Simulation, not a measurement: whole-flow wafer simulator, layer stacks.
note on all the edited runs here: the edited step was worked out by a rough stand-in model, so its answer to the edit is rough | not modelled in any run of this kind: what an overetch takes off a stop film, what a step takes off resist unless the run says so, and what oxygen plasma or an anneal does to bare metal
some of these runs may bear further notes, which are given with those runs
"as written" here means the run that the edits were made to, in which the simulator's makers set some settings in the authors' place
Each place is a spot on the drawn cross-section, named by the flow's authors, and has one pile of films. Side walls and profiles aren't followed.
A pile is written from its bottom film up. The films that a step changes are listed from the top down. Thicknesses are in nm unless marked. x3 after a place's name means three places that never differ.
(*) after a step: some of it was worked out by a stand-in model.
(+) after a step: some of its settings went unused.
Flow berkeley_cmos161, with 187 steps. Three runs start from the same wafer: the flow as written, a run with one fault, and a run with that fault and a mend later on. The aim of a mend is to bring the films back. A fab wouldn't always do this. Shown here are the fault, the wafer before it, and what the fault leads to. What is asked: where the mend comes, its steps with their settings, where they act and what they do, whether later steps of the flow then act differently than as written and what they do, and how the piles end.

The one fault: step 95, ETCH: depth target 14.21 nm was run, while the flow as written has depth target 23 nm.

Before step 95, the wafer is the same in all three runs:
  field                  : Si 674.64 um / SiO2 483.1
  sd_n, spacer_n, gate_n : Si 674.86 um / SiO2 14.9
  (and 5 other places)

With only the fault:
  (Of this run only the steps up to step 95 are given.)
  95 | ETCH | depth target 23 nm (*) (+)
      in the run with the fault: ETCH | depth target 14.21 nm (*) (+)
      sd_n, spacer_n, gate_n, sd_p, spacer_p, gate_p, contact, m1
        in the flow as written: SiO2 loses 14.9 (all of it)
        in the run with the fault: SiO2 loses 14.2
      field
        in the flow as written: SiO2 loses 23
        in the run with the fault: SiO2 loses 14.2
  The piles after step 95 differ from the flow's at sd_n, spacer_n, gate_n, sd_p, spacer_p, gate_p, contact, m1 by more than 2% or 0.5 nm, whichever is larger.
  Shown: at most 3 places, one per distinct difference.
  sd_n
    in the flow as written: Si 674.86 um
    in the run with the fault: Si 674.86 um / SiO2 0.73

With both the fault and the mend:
  The mend follows step 95.
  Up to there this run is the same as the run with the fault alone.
  95a | ETCH | depth target 8.786 nm (*) (+) (a further turn of the flow's step 95, with different settings)
      sd_n, spacer_n, gate_n, sd_p, spacer_p, gate_p, contact, m1
        SiO2 loses 0.73 (all of it)
      field
        SiO2 loses 8.79
  Every later step of the flow that is run acts as written, at every place that is followed, to within 2% or 0.5 nm, whichever is larger.
  At every place that both follow, the piles at the end match the flow's.
